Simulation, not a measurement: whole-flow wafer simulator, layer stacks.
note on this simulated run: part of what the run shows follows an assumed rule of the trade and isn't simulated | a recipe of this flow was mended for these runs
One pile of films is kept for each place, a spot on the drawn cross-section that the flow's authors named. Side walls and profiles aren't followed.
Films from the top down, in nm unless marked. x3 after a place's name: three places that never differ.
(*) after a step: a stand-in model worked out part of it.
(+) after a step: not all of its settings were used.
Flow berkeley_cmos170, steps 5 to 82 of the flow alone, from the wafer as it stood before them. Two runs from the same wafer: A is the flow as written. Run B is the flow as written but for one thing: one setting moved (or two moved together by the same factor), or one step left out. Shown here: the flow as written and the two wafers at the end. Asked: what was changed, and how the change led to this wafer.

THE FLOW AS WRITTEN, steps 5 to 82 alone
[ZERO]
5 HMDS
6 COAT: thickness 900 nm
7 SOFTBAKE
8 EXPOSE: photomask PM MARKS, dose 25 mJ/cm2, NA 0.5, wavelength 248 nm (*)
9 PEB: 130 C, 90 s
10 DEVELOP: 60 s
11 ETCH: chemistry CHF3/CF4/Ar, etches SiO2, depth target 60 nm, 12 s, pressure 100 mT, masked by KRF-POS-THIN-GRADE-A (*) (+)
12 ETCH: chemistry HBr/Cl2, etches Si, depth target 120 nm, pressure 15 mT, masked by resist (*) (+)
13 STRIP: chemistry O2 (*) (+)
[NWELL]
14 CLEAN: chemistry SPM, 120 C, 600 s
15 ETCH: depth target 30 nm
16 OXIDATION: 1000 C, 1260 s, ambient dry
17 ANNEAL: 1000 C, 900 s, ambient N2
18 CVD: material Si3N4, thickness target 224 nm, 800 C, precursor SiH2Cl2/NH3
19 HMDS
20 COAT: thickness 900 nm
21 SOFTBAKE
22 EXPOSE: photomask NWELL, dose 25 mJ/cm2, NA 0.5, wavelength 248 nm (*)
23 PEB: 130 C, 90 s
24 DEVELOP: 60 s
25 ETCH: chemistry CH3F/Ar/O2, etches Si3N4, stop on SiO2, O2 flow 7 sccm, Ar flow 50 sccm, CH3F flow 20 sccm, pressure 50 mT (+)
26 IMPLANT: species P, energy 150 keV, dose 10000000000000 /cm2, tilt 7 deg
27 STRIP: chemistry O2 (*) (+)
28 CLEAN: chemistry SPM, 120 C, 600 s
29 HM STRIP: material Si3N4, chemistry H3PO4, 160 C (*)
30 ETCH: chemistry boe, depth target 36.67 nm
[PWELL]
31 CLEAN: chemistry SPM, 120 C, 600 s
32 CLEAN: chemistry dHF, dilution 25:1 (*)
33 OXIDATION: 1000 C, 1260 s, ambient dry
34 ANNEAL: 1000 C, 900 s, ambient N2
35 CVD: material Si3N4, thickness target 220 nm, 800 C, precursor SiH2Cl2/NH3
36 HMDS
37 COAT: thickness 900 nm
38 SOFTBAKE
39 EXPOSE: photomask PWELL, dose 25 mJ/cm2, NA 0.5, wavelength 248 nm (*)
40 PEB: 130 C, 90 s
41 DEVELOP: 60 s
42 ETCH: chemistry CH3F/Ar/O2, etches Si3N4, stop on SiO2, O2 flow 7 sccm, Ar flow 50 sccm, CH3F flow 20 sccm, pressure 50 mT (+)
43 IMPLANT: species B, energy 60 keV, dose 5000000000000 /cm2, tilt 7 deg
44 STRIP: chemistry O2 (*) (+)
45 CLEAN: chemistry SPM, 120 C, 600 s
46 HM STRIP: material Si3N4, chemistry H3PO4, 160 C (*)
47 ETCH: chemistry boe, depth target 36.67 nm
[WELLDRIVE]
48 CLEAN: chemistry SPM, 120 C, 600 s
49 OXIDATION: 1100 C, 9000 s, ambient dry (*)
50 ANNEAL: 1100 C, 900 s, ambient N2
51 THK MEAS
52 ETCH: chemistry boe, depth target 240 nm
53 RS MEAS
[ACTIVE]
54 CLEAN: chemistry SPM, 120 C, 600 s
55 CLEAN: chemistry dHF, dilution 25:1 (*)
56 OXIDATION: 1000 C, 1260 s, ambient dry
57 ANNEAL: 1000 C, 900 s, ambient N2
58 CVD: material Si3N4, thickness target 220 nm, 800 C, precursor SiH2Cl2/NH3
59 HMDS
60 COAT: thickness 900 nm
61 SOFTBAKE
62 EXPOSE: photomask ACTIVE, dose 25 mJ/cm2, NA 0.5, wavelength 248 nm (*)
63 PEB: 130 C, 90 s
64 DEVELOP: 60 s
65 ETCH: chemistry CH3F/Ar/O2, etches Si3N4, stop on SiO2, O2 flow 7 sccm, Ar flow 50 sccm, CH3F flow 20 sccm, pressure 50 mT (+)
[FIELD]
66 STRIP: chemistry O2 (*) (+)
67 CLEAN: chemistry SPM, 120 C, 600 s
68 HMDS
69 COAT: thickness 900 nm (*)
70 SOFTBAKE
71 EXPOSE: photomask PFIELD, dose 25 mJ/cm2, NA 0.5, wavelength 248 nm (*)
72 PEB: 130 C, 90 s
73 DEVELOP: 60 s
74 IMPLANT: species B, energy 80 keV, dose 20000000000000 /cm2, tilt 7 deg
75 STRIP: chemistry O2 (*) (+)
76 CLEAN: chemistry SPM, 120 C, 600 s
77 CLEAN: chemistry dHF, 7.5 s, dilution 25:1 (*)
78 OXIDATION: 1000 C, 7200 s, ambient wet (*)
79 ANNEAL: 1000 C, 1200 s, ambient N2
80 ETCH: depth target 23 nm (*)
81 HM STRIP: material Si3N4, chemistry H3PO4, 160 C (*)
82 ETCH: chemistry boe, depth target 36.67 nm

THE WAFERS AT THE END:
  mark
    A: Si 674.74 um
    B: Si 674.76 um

The cause: step 12, ETCH: depth target 102 nm was run, where the flow has depth target 120 nm.

How the change led to this, step by step:
  12 ETCH: chemistry HBr/Cl2, etches Si, depth target 120 nm, pressure 15 mT, masked by resist (*) (+)
      field, sd_n, spacer_n and 9 more: A KrF-resist -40 | B KrF-resist -34
      mark: A Si -120 | B Si -102
